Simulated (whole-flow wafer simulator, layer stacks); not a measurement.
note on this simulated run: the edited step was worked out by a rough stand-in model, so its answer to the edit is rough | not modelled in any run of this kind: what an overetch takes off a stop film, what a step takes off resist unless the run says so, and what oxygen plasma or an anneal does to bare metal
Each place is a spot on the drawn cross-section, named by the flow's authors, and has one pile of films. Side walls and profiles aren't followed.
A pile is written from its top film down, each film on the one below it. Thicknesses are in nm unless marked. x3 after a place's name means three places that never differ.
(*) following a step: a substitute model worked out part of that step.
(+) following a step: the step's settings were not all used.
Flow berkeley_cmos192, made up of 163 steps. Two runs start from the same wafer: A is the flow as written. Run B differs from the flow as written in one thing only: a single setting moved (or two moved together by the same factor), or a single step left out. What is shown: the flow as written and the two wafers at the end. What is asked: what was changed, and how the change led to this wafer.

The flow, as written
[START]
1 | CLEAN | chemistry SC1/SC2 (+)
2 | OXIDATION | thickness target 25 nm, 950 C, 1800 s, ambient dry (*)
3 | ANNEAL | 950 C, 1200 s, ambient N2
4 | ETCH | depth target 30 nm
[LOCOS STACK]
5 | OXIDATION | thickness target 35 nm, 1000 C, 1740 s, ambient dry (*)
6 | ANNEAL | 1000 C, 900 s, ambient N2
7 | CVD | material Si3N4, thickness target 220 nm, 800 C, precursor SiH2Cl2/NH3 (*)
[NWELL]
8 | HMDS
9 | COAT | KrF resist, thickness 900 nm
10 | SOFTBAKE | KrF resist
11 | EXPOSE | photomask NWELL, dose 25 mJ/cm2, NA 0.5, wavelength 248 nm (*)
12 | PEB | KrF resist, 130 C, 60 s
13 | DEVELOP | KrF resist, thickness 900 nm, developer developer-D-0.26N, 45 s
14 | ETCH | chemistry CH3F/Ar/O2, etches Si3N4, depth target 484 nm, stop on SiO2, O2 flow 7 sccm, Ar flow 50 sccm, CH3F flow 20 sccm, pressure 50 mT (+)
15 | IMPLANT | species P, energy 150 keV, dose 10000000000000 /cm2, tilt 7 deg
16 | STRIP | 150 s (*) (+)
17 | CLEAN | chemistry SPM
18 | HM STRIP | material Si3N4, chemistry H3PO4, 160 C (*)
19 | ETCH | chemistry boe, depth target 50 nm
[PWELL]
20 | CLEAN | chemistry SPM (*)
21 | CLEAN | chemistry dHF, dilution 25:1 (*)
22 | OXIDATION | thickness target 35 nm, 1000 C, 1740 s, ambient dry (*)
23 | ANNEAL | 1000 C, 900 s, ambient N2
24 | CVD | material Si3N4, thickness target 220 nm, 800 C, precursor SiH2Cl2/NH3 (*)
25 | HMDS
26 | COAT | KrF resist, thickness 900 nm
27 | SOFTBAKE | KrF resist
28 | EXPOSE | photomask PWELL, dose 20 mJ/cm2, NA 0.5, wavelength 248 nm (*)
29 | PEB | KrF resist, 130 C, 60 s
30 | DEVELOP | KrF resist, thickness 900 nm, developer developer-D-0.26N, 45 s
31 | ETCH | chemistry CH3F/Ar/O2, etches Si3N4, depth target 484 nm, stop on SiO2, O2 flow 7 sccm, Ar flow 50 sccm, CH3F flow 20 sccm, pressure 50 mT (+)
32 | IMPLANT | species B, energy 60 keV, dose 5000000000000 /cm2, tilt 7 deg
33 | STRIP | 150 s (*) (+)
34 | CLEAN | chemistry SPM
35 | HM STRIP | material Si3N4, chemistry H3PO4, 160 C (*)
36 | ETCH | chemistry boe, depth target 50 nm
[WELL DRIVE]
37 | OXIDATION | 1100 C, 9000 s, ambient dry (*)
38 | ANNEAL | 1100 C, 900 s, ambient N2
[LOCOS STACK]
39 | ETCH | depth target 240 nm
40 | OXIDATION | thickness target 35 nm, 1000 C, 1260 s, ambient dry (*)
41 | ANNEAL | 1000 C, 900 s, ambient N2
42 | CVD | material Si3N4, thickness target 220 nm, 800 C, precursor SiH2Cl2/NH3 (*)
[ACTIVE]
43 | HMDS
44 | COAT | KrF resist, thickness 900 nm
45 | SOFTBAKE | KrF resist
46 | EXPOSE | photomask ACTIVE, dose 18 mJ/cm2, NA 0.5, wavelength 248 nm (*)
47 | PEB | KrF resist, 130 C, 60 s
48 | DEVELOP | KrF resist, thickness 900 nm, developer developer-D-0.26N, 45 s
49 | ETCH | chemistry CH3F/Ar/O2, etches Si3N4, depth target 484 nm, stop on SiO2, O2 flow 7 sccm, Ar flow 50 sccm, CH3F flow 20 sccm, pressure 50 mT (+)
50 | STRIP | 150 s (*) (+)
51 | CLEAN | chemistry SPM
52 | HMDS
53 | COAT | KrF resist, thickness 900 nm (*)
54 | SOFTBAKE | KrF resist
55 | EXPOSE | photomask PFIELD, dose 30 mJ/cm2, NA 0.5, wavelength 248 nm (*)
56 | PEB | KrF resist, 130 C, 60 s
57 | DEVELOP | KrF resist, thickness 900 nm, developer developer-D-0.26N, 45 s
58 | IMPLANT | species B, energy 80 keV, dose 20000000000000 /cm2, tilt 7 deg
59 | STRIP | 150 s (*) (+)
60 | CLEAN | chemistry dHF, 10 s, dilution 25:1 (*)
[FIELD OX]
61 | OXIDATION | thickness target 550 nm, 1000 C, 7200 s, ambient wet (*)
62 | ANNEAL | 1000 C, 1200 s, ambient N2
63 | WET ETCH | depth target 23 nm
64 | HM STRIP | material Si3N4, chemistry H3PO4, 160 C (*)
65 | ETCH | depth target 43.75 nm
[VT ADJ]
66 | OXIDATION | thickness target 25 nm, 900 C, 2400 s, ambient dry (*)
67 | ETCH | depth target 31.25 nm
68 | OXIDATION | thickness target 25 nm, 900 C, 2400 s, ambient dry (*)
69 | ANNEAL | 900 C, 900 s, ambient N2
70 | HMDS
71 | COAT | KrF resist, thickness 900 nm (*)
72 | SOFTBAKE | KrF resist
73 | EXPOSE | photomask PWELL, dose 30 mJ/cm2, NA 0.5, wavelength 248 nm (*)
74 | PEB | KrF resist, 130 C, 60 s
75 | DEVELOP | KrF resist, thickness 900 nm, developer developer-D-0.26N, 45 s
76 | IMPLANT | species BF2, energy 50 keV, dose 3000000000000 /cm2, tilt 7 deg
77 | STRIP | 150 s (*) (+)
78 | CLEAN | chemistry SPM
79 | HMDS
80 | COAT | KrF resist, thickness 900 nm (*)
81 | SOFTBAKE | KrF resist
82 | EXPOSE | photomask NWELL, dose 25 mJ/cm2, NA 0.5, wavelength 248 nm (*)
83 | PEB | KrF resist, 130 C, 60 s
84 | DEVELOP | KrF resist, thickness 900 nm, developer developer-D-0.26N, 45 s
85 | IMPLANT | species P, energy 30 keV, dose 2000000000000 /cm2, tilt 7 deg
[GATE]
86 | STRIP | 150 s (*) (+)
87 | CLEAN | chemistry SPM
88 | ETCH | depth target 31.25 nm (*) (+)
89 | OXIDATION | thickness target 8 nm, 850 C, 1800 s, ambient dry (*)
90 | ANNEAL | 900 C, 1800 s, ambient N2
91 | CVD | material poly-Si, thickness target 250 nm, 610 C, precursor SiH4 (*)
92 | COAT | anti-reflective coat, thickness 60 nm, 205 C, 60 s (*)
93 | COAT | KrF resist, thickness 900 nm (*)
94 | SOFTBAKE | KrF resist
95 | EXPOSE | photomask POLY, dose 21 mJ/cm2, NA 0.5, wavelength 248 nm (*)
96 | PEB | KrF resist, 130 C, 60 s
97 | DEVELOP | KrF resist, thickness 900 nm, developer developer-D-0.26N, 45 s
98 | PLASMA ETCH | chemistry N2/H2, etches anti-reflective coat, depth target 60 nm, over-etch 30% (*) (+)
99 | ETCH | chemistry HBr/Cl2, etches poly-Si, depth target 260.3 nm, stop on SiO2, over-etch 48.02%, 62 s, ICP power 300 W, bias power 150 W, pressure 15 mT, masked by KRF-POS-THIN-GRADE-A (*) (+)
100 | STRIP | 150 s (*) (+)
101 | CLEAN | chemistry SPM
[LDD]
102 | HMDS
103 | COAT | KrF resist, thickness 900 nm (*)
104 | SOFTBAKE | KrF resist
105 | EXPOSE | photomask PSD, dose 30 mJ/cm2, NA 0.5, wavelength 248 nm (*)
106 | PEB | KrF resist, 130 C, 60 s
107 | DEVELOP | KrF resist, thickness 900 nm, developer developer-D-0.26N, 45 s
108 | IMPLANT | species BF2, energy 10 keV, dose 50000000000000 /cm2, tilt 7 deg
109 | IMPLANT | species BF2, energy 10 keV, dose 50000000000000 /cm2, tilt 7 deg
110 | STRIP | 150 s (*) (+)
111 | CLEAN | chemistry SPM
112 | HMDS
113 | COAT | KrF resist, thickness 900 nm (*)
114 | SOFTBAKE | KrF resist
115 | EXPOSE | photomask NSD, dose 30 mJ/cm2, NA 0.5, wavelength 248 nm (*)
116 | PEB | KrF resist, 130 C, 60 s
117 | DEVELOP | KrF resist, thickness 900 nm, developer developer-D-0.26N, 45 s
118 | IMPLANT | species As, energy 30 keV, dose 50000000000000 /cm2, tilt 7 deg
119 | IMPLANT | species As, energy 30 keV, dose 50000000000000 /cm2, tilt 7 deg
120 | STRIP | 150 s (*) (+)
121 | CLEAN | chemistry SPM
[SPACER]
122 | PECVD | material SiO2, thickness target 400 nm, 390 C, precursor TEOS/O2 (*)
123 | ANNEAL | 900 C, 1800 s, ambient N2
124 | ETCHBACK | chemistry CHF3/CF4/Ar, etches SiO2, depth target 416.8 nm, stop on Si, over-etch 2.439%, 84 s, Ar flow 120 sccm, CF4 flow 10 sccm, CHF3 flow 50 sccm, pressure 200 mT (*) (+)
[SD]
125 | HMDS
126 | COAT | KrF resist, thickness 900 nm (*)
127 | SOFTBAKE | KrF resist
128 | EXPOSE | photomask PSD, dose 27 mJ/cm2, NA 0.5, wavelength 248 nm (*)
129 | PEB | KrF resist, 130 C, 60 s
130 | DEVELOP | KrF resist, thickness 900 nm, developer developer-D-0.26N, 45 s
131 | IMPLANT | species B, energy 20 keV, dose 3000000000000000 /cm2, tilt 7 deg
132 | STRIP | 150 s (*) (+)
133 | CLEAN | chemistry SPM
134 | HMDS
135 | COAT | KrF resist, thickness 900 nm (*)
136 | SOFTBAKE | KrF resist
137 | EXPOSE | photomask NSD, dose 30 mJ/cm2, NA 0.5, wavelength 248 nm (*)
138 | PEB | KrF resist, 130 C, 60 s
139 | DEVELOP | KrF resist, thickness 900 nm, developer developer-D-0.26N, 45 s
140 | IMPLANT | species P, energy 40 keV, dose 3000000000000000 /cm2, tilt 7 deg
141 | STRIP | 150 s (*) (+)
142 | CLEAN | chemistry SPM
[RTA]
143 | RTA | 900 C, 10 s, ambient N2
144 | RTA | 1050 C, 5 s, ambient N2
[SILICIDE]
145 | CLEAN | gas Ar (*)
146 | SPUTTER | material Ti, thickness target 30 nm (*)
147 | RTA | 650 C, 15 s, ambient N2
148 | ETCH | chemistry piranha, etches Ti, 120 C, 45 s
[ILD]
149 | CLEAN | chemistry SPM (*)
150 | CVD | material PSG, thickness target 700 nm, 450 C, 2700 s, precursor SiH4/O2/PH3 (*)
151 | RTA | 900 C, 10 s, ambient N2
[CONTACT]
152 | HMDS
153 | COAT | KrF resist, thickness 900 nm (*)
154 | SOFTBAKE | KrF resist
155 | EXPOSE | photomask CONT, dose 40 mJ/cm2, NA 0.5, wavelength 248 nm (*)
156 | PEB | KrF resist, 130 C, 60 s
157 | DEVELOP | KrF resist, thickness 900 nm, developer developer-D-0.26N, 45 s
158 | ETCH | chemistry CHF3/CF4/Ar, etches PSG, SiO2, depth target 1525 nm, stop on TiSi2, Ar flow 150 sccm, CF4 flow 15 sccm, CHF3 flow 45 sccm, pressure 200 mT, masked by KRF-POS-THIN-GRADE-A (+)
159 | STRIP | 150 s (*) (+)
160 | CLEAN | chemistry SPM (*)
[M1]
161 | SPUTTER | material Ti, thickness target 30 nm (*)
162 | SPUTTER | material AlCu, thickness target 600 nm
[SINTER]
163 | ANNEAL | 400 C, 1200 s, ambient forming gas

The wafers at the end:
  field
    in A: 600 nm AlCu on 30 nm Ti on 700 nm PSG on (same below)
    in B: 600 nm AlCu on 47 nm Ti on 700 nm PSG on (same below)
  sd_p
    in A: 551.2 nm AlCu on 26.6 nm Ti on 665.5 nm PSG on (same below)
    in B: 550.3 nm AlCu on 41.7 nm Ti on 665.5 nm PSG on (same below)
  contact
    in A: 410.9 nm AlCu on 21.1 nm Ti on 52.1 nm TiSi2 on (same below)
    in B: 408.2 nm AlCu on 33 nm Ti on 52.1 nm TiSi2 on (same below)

Cause: step 161, SPUTTER: thickness target 47 nm was run, whereas the flow has thickness target 30 nm.
The wafer lets one read it off: field has Ti 47, and step 161 as written asks for 30 nm.

The path from the change to this, step by step:
  161 | SPUTTER | material Ti, thickness target 30 nm (*)
      field, sd_n, spacer_n, gate, spacer_p, gate_p, m1: A Ti gains 30 (new film) | B Ti gains 47 (new film)
      sd_p: A Ti gains 26.6 (new film) | B Ti gains 41.7 (new film)
      (as well as at 1 more place)
